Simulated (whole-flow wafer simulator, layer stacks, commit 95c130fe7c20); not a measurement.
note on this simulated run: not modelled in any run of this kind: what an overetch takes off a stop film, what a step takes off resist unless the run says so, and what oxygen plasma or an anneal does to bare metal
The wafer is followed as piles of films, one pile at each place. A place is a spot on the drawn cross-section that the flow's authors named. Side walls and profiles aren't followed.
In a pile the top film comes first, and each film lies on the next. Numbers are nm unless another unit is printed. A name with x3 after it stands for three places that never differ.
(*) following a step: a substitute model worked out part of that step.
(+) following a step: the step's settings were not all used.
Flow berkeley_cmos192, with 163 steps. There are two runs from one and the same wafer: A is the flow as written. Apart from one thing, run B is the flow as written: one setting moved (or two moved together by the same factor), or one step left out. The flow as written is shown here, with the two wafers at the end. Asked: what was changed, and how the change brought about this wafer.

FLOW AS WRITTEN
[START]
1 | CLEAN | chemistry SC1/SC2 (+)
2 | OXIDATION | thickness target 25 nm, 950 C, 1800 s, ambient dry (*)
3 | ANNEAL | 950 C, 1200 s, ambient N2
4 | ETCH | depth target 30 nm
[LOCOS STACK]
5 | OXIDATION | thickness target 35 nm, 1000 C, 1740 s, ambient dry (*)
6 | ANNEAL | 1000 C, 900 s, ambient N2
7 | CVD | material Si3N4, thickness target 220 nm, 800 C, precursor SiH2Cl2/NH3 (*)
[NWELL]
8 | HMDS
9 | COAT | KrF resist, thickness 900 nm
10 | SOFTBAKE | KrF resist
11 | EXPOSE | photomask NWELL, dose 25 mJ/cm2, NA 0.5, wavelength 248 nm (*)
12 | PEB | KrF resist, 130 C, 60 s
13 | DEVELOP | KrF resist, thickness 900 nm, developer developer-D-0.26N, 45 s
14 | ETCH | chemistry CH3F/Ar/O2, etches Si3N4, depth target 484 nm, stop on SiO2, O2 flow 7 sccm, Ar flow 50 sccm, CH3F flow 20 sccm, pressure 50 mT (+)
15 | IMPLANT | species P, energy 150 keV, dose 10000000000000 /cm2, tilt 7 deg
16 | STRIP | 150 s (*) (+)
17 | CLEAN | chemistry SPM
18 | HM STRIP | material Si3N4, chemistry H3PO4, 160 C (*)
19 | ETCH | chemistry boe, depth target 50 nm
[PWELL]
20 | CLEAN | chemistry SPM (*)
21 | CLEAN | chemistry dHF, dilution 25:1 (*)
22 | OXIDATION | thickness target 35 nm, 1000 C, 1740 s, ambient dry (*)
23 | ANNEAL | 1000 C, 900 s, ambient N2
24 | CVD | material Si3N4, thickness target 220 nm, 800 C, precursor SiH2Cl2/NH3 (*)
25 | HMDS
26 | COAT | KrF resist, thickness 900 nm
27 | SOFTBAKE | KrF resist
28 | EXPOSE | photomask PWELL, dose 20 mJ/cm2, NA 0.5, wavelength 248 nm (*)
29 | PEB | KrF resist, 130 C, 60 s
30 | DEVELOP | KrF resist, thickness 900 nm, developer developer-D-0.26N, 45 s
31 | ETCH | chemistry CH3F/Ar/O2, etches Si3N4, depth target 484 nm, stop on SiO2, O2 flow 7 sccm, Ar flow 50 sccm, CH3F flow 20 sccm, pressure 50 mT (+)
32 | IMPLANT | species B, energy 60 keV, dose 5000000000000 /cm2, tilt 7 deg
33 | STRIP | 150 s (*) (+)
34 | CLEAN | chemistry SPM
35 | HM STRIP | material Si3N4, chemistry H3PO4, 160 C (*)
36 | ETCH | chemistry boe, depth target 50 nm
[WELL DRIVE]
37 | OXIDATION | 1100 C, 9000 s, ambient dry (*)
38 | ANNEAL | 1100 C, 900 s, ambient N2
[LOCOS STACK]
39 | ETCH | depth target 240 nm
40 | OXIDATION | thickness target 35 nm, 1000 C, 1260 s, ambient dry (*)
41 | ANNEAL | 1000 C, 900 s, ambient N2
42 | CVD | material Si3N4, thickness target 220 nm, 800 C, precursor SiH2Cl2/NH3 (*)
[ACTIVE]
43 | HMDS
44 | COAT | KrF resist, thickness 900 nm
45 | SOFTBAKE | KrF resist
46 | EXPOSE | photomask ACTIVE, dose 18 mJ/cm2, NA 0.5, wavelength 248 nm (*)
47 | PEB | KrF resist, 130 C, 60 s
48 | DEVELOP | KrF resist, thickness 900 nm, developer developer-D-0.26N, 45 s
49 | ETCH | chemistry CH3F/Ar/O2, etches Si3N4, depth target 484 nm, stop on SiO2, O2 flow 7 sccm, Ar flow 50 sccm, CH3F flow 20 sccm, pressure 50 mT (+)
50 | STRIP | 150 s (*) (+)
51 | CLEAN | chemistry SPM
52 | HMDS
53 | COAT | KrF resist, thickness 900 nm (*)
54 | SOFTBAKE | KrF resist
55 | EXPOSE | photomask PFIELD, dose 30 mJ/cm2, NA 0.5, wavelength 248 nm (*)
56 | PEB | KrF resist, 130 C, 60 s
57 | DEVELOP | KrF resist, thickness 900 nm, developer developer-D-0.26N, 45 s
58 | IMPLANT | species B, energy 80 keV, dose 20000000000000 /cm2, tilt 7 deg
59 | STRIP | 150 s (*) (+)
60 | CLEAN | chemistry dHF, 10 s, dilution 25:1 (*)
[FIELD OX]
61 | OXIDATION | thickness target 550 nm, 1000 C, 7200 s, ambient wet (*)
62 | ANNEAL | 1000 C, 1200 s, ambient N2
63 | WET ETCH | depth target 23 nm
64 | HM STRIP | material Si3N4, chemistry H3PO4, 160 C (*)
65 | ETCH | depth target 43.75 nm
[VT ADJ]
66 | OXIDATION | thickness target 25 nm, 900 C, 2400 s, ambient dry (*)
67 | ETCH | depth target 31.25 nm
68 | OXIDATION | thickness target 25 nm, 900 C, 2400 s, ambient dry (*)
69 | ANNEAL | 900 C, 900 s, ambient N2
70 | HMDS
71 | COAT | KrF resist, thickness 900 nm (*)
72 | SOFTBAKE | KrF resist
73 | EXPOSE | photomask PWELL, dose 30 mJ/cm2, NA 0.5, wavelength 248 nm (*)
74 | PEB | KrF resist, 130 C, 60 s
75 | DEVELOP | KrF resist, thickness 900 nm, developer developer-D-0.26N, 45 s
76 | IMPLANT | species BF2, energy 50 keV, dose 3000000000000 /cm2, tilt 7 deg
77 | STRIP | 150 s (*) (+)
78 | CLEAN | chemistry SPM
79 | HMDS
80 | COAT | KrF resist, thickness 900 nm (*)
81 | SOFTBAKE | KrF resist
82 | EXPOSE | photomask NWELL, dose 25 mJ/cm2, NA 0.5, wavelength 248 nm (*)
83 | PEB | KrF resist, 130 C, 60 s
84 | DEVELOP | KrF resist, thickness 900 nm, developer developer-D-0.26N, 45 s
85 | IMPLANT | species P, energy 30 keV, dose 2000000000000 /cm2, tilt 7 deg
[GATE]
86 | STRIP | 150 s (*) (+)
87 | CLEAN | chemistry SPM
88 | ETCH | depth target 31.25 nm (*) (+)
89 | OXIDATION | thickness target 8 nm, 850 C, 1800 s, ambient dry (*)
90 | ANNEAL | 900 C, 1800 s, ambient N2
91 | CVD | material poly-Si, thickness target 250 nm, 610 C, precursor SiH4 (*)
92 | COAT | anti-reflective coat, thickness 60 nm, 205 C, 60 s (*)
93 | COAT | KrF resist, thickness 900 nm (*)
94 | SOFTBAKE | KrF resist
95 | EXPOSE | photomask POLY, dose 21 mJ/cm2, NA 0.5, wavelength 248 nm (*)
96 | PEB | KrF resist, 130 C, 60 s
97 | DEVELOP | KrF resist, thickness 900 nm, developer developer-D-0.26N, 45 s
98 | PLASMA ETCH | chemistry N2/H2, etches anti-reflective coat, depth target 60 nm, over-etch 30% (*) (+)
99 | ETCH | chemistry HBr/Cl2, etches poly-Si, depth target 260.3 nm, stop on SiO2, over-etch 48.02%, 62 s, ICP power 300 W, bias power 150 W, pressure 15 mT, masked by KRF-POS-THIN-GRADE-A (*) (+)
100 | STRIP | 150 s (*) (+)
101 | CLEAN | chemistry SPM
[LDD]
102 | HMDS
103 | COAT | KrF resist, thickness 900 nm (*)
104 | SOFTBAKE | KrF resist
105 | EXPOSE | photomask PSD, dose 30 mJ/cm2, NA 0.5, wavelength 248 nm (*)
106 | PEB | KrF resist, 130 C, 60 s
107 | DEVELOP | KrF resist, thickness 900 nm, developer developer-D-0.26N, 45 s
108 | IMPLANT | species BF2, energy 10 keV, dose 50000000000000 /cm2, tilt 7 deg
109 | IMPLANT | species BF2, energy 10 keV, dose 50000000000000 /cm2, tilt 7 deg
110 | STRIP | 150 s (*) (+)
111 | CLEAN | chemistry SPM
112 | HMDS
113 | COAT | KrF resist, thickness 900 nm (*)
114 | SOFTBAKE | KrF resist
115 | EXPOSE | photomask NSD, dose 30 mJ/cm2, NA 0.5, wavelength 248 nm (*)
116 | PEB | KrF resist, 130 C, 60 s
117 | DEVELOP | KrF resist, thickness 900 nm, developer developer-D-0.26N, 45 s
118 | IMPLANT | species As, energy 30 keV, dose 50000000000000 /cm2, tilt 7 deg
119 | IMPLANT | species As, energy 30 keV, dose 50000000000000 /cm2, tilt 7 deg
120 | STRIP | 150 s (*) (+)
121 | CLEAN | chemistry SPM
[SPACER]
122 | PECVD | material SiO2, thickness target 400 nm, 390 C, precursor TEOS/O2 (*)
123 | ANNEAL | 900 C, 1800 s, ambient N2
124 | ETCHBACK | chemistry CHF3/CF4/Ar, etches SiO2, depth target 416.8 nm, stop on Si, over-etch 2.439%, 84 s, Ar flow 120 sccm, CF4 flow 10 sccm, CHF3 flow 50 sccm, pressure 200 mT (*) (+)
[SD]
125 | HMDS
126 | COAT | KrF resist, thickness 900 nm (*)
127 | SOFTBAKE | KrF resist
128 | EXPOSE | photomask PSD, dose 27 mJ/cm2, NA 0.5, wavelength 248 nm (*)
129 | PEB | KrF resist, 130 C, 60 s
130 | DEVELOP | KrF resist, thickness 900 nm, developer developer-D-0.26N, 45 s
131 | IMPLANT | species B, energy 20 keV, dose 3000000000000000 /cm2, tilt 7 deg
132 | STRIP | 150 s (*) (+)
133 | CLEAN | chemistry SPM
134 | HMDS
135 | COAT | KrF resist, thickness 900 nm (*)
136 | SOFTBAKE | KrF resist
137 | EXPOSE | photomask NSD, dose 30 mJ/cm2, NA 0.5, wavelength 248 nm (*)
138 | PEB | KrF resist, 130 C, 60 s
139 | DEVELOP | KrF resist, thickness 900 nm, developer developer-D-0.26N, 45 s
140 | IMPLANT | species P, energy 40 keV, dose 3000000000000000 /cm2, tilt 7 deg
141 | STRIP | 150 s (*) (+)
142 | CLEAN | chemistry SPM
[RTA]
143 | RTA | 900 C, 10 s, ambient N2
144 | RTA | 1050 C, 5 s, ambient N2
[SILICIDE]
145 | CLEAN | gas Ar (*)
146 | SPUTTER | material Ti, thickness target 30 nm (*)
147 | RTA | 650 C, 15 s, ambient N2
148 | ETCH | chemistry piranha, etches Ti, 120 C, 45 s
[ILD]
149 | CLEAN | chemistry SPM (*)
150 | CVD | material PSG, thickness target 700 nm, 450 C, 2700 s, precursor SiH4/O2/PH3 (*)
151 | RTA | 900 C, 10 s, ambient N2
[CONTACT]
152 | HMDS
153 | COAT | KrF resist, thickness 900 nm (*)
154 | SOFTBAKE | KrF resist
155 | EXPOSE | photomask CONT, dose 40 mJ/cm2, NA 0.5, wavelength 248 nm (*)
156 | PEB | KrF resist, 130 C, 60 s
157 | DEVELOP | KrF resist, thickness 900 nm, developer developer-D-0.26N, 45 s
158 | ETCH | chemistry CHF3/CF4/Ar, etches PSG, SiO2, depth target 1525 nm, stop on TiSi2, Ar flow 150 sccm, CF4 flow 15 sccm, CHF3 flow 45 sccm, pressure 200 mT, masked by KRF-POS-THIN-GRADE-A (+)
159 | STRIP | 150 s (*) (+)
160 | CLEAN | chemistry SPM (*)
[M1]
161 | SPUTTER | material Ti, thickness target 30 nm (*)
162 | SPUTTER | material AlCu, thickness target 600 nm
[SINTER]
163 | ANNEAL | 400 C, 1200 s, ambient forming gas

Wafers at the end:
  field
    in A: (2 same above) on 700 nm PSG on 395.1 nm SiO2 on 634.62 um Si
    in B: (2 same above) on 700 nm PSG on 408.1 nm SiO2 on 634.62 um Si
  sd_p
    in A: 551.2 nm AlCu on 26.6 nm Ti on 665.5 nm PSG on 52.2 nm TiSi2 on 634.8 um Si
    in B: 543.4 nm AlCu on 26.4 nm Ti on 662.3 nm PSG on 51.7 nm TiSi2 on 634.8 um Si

Cause: step 65, ETCH: depth target 30.62 nm was run, while the flow as written has depth target 43.75 nm.

The path from the change to this, step by step:
  65 | ETCH | depth target 43.75 nm
      field: A SiO2 loses 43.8 | B SiO2 loses 30.6
  92 | COAT | anti-reflective coat, thickness 60 nm, 205 C, 60 s (*)
      sd_n: A anti-reflective coat gains 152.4 (new film) | B anti-reflective coat gains 161.5 (new film)
      spacer_n: A anti-reflective coat gains 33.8 (new film) | B anti-reflective coat gains 30.6 (new film)
      (also at 6 further places)
  98 | PLASMA ETCH | chemistry N2/H2, etches anti-reflective coat, depth target 60 nm, over-etch 30% (*) (+)
      sd_n: A anti-reflective coat loses 152.4 (all of it), poly-Si loses 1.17 | B anti-reflective coat loses 161.5 (all of it), poly-Si loses 1.24
      spacer_n: A anti-reflective coat loses 33.8 (all of it), poly-Si loses 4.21 | B anti-reflective coat loses 30.6 (all of it), poly-Si loses 4.6
      (also at 4 further places)
  100 | STRIP | 150 s (*) (+)
      gate: A chemical SiO2 gains 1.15 (new film), KrF resist loses 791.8 (all of it), anti-reflective coat loses 30 (all of it), poly-Si loses 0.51 | B chemical SiO2 gains 1.15 (new film), KrF resist loses 802.8 (all of it), anti-reflective coat loses 26.6 (all of it), poly-Si loses 0.51
      gate_p: A chemical SiO2 gains 1.15 (new film), KrF resist loses 765.1 (all of it), anti-reflective coat loses 31 (all of it), poly-Si loses 0.51 | B chemical SiO2 gains 1.15 (new film), KrF resist loses 772.3 (all of it), anti-reflective coat loses 28.6 (all of it), poly-Si loses 0.51
  147 | RTA | 650 C, 15 s, ambient N2
      sd_p: A Ti loses 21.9, TiSi first gains 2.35 (new film), TiSi2 C49 gains 52.1 (new film), Si loses 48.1 | B Ti loses 21.6, TiSi first gains 1.83 (new film), TiSi2 C49 gains 52.3 (new film), Si loses 47.9
  151 | RTA | 900 C, 10 s, ambient N2
      sd_p: A under 1 film: TiSi2 gains 52.2 (new film), TiSi first loses 2.25 (all of it), TiSi2 C49 loses 52.1 (all of it), Si loses 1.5 | B under 1 film: TiSi2 gains 51.7 (new film), TiSi first loses 1.72 (all of it), TiSi2 C49 loses 52.3 (all of it), Si loses 1.15
